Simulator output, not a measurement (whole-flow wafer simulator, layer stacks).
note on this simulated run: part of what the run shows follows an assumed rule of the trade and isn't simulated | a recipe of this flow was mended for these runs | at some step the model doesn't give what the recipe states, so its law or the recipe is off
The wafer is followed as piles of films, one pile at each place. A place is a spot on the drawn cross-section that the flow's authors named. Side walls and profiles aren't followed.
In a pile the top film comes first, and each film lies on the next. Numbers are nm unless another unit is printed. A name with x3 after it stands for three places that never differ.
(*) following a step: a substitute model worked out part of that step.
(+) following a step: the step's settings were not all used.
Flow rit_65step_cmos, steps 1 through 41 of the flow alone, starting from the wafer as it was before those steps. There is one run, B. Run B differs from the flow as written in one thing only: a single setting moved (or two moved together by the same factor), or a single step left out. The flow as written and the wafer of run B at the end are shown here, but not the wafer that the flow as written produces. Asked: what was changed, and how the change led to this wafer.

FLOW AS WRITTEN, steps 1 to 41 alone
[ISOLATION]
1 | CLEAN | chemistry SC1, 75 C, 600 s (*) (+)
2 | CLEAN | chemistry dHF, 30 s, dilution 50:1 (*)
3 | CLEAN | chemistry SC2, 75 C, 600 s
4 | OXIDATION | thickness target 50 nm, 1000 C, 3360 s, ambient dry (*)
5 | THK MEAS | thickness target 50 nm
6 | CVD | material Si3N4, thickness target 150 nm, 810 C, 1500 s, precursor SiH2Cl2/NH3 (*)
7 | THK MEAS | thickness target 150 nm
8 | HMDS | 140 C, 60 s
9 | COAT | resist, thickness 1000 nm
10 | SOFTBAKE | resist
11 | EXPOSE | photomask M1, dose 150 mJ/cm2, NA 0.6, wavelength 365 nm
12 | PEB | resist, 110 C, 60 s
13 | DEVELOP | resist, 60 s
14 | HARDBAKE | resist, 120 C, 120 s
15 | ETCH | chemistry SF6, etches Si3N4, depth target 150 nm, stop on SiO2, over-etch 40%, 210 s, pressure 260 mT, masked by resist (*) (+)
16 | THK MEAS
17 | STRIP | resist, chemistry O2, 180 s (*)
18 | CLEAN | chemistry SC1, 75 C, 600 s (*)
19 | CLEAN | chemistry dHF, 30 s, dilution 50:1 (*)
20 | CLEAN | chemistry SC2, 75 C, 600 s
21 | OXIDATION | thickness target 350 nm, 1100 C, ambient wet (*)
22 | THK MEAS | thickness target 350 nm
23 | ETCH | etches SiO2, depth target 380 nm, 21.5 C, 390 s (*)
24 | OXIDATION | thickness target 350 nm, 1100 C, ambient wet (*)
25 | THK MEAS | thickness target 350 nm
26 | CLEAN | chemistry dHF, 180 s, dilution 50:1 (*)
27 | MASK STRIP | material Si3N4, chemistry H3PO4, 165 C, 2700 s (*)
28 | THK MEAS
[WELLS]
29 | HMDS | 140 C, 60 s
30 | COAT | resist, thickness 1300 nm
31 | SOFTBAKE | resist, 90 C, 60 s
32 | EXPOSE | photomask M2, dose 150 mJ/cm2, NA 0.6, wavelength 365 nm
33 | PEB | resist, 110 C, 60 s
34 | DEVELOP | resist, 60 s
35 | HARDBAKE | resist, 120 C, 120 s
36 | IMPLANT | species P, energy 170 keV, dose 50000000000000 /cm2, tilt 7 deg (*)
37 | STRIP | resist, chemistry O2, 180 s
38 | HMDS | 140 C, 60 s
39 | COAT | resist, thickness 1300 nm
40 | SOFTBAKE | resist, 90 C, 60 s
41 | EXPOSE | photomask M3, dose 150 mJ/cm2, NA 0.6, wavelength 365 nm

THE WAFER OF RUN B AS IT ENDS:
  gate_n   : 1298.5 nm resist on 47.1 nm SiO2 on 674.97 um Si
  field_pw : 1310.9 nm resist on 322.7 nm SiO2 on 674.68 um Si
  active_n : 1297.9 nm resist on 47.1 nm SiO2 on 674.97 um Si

The reason: step 6, CVD: thickness target 195 nm was run, whereas the flow has thickness target 150 nm; step 6, CVD: 1950 s was run, where the flow has 1500 s.

Step by step, how the change led to this:
  6 | CVD | material Si3N4, thickness target 150 nm, 810 C, 1500 s, precursor SiH2Cl2/NH3 (*)
      field, field_pw, field_nw and 11 more: +195 Si3N4 (new film) (in the flow as written it would be: +150 Si3N4 (new film))
  15 | ETCH | chemistry SF6, etches Si3N4, depth target 150 nm, stop on SiO2, over-etch 40%, 210 s, pressure 260 mT, masked by resist (*) (+)
      field, field_pw, field_nw, field_p: -195 Si3N4 (all of it), -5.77 SiO2 (in the flow as written it would be: -150 Si3N4 (all of it), -23.1 SiO2)
  21 | OXIDATION | thickness target 350 nm, 1100 C, ambient wet (*)
      field, field_p: +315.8 SiO2, -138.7 Si (in the flow as written it would be: +328.2 SiO2, -144.1 Si)
      field_pw, field_nw: +319.7 SiO2, -140.6 Si (in the flow as written it would be: +332.2 SiO2, -146.2 Si)
  27 | MASK STRIP | material Si3N4, chemistry H3PO4, 165 C, 2700 s (*)
      active_n, active_p, gate_n and 7 more: -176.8 Si3N4 (all of it), -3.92 SiO2 (in the flow as written it would be: -131.8 Si3N4 (all of it), -5.64 SiO2)
